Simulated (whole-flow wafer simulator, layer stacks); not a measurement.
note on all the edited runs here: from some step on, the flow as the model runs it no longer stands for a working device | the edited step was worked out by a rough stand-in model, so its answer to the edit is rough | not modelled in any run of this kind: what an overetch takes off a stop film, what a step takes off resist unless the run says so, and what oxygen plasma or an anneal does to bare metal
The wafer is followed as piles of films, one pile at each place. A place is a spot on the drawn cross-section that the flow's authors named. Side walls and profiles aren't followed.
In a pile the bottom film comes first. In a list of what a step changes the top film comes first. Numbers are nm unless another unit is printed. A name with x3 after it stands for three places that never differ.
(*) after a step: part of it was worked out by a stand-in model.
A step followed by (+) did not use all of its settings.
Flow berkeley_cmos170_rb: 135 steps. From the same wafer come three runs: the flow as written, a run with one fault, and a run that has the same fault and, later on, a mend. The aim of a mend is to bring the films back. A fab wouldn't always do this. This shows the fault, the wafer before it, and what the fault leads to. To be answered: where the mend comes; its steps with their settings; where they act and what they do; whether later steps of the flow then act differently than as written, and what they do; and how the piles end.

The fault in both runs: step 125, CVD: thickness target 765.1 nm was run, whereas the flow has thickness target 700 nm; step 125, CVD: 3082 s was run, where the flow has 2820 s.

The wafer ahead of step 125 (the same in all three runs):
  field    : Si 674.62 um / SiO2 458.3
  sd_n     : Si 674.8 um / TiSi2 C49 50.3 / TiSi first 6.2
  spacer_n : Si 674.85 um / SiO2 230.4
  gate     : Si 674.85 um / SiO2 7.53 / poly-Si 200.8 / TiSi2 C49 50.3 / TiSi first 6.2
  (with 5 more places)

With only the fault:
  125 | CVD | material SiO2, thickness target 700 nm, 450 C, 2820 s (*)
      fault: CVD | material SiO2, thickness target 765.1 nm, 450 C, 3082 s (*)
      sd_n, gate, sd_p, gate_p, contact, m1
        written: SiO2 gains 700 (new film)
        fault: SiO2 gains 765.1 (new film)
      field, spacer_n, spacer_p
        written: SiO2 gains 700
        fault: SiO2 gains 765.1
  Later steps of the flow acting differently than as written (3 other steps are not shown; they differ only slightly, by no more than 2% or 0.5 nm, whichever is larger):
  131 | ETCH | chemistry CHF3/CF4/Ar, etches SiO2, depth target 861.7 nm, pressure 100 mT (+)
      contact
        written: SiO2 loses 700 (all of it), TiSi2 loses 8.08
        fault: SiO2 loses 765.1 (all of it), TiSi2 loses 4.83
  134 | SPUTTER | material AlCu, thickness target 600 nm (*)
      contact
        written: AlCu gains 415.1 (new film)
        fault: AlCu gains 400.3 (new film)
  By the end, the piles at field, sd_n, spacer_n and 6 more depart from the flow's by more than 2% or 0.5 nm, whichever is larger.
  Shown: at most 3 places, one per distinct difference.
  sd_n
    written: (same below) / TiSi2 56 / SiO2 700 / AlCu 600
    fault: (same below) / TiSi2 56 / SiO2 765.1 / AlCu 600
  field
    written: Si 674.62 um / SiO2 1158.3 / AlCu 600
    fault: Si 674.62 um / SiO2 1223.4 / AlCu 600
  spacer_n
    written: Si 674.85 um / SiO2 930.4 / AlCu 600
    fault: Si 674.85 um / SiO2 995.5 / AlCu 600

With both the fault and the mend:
  After step 125 comes the mend.
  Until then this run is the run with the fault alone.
  125a | ETCH | chemistry boe, depth target 65.1 nm
      field, sd_n, spacer_n and 6 more
        SiO2 loses 65.1
  None of the later steps of the flow acts differently than as written at any place that is followed.
  The piles end the same as the flow's at every place that both follow.
